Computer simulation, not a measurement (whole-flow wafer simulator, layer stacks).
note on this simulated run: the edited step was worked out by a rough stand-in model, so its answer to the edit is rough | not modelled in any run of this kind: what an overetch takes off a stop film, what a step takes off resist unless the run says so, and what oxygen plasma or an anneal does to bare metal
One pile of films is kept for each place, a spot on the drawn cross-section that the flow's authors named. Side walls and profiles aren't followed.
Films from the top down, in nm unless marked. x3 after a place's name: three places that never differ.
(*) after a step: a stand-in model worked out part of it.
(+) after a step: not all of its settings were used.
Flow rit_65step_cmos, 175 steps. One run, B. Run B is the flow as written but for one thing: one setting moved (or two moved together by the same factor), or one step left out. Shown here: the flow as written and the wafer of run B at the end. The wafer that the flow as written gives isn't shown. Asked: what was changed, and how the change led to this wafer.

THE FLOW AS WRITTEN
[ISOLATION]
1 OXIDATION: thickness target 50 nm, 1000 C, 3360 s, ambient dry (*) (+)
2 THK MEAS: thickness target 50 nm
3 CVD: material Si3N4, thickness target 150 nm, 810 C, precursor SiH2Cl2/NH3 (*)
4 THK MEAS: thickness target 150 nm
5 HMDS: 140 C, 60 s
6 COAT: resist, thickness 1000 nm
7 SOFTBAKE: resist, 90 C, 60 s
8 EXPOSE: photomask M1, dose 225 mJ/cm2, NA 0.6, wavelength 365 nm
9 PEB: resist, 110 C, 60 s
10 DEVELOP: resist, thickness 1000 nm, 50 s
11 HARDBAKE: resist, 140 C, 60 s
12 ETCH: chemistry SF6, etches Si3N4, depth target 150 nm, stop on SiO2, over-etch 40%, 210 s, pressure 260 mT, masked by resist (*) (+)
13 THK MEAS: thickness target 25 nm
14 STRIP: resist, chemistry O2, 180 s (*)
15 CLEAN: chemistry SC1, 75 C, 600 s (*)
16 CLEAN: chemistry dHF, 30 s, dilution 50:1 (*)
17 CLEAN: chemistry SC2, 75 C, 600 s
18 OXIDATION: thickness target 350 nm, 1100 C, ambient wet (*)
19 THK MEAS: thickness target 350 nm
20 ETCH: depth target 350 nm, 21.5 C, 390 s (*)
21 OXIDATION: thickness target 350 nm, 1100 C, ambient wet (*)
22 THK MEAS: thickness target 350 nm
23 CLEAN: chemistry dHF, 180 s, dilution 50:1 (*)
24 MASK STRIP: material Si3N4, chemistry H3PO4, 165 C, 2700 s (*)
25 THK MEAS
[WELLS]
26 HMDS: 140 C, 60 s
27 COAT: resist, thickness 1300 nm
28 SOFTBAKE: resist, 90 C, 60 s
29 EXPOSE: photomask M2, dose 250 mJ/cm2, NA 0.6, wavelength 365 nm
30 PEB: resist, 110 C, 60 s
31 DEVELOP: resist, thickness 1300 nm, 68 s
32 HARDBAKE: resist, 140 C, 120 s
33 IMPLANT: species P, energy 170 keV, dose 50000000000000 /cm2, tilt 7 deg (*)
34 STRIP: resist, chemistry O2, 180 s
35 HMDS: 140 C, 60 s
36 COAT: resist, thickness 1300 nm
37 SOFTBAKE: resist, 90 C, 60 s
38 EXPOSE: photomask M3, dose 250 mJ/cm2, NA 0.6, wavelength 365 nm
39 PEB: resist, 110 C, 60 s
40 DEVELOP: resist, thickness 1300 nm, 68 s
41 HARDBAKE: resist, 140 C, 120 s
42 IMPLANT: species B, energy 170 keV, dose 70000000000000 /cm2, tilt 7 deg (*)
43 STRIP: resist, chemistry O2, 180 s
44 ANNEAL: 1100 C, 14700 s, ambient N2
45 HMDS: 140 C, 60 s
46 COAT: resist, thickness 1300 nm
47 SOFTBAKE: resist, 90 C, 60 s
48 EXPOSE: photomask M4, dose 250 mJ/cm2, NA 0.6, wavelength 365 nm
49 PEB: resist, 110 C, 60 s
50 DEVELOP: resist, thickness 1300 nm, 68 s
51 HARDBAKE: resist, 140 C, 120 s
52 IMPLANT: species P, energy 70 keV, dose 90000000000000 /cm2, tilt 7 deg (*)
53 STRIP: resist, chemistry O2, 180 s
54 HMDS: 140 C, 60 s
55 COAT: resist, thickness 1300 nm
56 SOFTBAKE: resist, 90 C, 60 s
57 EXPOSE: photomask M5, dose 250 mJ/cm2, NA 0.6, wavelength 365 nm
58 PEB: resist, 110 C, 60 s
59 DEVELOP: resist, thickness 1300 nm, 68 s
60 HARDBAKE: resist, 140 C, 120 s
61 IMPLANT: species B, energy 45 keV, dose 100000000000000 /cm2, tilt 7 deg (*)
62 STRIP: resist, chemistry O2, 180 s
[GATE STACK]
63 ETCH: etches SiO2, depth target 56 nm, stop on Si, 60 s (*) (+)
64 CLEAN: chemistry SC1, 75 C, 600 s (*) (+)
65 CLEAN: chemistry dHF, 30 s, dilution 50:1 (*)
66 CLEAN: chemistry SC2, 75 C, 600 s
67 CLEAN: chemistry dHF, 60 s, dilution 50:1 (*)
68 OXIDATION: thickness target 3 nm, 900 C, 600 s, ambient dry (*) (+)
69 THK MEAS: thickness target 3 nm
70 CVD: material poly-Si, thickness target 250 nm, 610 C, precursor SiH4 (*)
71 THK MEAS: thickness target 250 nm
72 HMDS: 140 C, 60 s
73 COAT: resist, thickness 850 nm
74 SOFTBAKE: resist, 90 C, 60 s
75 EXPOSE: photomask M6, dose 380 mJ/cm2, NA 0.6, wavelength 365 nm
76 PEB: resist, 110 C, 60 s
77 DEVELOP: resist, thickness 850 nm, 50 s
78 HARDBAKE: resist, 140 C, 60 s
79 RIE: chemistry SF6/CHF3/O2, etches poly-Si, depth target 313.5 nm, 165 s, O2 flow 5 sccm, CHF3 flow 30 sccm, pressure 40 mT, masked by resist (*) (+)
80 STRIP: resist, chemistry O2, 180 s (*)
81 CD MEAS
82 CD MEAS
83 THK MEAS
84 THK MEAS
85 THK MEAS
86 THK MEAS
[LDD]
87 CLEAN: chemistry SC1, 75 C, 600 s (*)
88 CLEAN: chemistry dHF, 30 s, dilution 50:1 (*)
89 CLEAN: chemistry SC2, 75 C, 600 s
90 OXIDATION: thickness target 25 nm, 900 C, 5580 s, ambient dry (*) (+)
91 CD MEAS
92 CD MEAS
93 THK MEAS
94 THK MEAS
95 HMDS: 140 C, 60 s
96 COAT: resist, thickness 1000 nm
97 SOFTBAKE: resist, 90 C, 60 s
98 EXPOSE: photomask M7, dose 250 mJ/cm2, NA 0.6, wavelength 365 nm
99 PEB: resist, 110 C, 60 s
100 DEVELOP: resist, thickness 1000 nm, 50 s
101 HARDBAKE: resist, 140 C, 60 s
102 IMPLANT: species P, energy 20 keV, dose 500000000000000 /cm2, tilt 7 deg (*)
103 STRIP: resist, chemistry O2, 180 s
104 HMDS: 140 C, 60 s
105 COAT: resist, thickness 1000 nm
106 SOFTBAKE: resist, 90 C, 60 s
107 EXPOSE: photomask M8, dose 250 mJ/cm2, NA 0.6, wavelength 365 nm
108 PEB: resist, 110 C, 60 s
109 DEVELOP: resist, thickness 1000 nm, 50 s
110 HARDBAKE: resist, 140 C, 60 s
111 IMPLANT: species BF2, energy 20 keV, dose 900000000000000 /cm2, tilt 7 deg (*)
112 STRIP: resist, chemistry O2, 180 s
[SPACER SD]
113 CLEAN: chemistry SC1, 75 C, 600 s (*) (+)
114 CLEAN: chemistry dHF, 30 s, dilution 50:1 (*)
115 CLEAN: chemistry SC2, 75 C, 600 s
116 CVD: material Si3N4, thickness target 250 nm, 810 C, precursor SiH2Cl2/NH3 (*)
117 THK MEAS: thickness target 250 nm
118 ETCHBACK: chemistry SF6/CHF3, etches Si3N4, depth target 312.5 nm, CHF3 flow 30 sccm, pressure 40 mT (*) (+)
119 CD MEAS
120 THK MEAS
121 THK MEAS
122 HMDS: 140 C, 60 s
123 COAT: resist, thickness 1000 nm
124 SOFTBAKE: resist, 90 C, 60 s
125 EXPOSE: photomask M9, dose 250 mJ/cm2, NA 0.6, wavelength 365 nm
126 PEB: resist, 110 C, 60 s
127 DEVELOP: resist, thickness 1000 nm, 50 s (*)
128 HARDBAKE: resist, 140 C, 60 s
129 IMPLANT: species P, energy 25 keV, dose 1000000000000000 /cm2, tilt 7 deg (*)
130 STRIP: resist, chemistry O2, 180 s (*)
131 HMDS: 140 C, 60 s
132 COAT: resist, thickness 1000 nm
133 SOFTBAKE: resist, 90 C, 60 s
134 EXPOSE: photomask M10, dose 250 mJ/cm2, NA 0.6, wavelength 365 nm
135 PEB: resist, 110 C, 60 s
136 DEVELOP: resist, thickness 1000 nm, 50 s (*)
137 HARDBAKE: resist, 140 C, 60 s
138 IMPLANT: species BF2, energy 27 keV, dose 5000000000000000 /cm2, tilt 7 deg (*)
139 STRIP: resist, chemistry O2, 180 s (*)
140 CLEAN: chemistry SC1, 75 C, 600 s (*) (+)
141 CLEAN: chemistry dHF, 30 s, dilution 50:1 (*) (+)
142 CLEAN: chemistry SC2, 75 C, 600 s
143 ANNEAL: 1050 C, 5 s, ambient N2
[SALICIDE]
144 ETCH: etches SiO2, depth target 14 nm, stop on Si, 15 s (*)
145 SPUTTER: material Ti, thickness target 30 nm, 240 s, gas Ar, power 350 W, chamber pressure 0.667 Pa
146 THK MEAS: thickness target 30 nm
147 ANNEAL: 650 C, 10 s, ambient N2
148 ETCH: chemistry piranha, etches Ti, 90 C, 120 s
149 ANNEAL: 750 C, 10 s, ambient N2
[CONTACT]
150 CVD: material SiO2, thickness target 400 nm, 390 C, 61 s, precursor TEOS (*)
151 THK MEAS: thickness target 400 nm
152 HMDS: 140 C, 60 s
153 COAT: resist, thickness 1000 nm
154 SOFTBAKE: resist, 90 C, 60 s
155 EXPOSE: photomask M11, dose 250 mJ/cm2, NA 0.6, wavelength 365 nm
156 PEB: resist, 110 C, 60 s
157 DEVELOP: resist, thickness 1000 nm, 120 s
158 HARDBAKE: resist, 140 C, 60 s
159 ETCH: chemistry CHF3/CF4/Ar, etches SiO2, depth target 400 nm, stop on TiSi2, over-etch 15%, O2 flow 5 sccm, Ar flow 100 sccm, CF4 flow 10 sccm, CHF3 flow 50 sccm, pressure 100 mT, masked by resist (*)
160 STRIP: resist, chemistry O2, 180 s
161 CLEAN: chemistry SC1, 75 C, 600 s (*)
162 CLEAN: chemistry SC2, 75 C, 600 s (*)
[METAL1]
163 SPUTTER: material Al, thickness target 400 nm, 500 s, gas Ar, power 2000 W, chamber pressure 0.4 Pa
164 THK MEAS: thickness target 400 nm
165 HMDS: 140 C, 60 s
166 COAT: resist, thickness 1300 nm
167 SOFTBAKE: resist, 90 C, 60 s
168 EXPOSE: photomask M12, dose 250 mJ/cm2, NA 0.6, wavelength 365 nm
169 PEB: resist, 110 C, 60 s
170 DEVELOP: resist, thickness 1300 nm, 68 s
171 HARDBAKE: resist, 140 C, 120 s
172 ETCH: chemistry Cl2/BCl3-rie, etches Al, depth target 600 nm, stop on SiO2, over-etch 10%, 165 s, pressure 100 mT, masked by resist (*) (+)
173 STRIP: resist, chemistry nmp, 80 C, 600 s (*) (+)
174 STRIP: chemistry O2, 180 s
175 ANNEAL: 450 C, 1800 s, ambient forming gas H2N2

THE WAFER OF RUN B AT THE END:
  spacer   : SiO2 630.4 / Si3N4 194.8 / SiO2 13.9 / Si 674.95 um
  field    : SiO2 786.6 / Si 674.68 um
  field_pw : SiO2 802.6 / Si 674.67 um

The cause: step 150, CVD: thickness target 667 nm was run, where the flow has thickness target 400 nm; step 150, CVD: 102 s was run, where the flow has 61 s.

How the change led to this, step by step:
  150 CVD: material SiO2, thickness target 400 nm, 390 C, 61 s, precursor TEOS (*)
      field, field_pw, field_nw, field_p: SiO2 +667 (as written it would be: SiO2 +400)
      spacer, spacer_p: SiO2 +667 (new film) (as written it would be: SiO2 +400 (new film))
      (and at 2 more places)
